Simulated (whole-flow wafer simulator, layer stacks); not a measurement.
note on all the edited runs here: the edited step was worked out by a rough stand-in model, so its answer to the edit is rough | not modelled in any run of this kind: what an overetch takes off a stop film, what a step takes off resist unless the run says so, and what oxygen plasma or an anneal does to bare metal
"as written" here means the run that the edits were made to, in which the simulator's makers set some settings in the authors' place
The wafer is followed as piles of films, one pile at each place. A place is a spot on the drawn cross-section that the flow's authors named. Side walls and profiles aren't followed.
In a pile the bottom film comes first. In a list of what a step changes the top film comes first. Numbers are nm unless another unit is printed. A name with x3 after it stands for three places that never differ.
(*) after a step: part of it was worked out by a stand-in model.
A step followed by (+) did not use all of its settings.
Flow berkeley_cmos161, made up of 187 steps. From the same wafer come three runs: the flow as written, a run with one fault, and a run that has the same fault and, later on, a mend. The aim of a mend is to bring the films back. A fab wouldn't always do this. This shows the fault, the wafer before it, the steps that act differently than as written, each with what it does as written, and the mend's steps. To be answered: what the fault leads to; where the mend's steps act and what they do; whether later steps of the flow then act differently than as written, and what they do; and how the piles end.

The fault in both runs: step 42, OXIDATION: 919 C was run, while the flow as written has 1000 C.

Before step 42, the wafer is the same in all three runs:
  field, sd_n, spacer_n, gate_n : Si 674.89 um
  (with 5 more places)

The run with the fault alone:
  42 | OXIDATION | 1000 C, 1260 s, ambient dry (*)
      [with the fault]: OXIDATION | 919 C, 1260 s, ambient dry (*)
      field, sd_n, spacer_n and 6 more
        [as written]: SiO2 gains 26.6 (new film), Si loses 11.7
        [with the fault]: SiO2 gains 12 (new film), Si loses 5.26
  Steps further on in the flow that do not act as written (47 more steps, not shown, differ only slightly: by at most 2% or 0.5 nm, whichever is larger):
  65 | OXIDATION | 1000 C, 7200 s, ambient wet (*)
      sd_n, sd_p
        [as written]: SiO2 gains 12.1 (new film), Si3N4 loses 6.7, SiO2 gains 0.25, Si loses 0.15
        [with the fault]: SiO2 gains 12.1 (new film), Si3N4 loses 6.7
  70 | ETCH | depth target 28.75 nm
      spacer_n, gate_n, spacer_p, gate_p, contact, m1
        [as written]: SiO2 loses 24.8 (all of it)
        [with the fault]: SiO2 loses 10.2 (all of it)
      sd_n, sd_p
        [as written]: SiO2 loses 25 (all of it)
        [with the fault]: SiO2 loses 10.2 (all of it)
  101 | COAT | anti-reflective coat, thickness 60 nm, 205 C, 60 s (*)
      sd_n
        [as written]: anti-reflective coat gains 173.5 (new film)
        [with the fault]: anti-reflective coat gains 165.8 (new film)
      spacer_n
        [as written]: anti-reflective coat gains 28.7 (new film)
        [with the fault]: anti-reflective coat gains 31 (new film)
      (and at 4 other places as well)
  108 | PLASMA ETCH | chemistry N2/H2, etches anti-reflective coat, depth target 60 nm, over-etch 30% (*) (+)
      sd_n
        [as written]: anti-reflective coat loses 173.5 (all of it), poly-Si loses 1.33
        [with the fault]: anti-reflective coat loses 165.8 (all of it), poly-Si loses 1.28
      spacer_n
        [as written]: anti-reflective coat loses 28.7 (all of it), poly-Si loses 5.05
        [with the fault]: anti-reflective coat loses 31 (all of it), poly-Si loses 4.73
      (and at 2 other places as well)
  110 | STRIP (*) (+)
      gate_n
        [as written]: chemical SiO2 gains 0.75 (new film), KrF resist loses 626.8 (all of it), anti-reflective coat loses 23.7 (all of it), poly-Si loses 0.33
        [with the fault]: chemical SiO2 gains 0.75 (new film), KrF resist loses 620.8 (all of it), anti-reflective coat loses 25.5 (all of it), poly-Si loses 0.33
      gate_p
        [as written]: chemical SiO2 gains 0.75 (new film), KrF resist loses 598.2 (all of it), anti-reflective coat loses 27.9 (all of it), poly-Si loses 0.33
        [with the fault]: chemical SiO2 gains 0.75 (new film), KrF resist loses 594.6 (all of it), anti-reflective coat loses 29 (all of it), poly-Si loses 0.33
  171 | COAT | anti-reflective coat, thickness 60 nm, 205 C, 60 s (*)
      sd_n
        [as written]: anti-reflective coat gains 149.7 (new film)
        [with the fault]: anti-reflective coat gains 142.3 (new film)
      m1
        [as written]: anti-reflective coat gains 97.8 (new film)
        [with the fault]: anti-reflective coat gains 95.6 (new film)
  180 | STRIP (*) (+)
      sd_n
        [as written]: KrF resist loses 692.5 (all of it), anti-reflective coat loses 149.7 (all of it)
        [with the fault]: KrF resist loses 693.7 (all of it), anti-reflective coat loses 142.3 (all of it)
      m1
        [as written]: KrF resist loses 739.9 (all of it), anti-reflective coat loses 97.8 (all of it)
        [with the fault]: KrF resist loses 736.5 (all of it), anti-reflective coat loses 95.6 (all of it)
  At the end the piles are close to the flow's at the places that both follow, differing by at most 2% or 0.5 nm, whichever is larger.

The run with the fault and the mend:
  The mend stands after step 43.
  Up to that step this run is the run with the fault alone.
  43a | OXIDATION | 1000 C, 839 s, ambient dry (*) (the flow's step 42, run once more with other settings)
      field, sd_n, spacer_n and 6 more
        SiO2 gains 14.6, Si loses 6.43
  Every later step of the flow that is run acts as written, at every place that is followed, to within 2% or 0.5 nm, whichever is larger.
  The piles end the same as the flow's at every place that both follow.
